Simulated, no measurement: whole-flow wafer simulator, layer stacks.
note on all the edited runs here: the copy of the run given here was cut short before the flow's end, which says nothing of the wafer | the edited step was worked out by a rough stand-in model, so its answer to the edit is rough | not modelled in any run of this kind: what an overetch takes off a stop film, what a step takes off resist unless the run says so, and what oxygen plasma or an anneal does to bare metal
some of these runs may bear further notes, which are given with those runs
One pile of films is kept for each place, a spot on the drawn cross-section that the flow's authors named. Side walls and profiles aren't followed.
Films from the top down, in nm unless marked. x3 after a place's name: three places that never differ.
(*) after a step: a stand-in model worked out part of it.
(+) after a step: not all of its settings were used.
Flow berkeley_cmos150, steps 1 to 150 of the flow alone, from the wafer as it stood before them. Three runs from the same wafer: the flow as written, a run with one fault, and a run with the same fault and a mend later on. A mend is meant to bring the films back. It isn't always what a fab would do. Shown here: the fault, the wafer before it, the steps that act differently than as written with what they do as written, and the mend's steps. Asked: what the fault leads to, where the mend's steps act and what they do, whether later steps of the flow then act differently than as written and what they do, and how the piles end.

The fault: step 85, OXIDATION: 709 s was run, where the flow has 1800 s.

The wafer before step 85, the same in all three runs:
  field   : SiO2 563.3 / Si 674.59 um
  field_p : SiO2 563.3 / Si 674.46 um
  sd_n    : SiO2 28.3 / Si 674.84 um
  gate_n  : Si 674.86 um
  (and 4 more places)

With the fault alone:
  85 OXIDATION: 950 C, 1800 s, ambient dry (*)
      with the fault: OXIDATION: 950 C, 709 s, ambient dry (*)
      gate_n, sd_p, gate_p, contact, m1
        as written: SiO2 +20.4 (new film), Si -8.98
        with the fault: SiO2 +11.6 (new film), Si -5.09
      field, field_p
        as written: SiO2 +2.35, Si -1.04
        with the fault: SiO2 +0.93, Si -0.41
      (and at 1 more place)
  Later steps of the flow that act differently than as written (27 more steps differ only slightly, by at most 2% or 0.5 nm, whichever is larger, and aren't shown):
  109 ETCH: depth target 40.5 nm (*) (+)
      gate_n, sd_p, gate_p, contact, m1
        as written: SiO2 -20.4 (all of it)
        with the fault: SiO2 -11.6 (all of it)
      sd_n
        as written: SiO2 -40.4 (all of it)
        with the fault: SiO2 -33.7 (all of it)
  At the end the piles differ from the flow's only slightly at the places that both follow, by at most 2% or 0.5 nm, whichever is larger.

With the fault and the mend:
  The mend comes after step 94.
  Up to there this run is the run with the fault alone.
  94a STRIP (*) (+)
      field_p
        KrF resist -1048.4 (all of it)
      sd_p
        KrF resist -1275.6 (all of it)
      gate_p
        KrF resist -1250.1 (all of it)
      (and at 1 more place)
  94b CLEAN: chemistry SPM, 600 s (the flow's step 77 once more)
      changes no film at any place that is followed
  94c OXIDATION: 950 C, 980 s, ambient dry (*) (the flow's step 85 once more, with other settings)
      gate_n, sd_p, gate_p, contact, m1
        SiO2 +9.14, Si -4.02
      field, field_p
        SiO2 +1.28, Si -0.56
      sd_n
        SiO2 +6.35, Si -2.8
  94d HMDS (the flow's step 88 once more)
      changes no film at any place that is followed
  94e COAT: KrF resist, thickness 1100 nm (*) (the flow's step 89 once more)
      field
        KrF resist +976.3 (new film)
      field_p
        KrF resist +1087.8 (new film)
      sd_n
        KrF resist +1243.1 (new film)
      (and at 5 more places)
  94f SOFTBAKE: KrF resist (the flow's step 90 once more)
      changes no film at any place that is followed
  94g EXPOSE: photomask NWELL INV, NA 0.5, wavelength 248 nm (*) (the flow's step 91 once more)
      changes no film at any place that is followed
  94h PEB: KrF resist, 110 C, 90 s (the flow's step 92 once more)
      field
        KrF resist -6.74
      field_p
        KrF resist -7.53
      sd_n
        KrF resist -8.63
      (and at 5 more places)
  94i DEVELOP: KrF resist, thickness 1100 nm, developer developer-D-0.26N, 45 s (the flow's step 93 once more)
      field_p, sd_p, gate_p, m1
        KrF resist -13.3
      field
        KrF resist -969.5 (all of it)
      sd_n
        KrF resist -1234.5 (all of it)
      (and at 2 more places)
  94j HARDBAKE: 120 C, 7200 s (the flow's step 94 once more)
      field_p
        KrF resist -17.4
      sd_p
        KrF resist -21.4
      gate_p
        KrF resist -20.9
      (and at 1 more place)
  No later step of the flow acts differently than as written, at any place that is followed, by more than 2% or 0.5 nm, whichever is larger.
  At the end the piles differ from the flow's only slightly at the places that both follow, by at most 2% or 0.5 nm, whichever is larger.
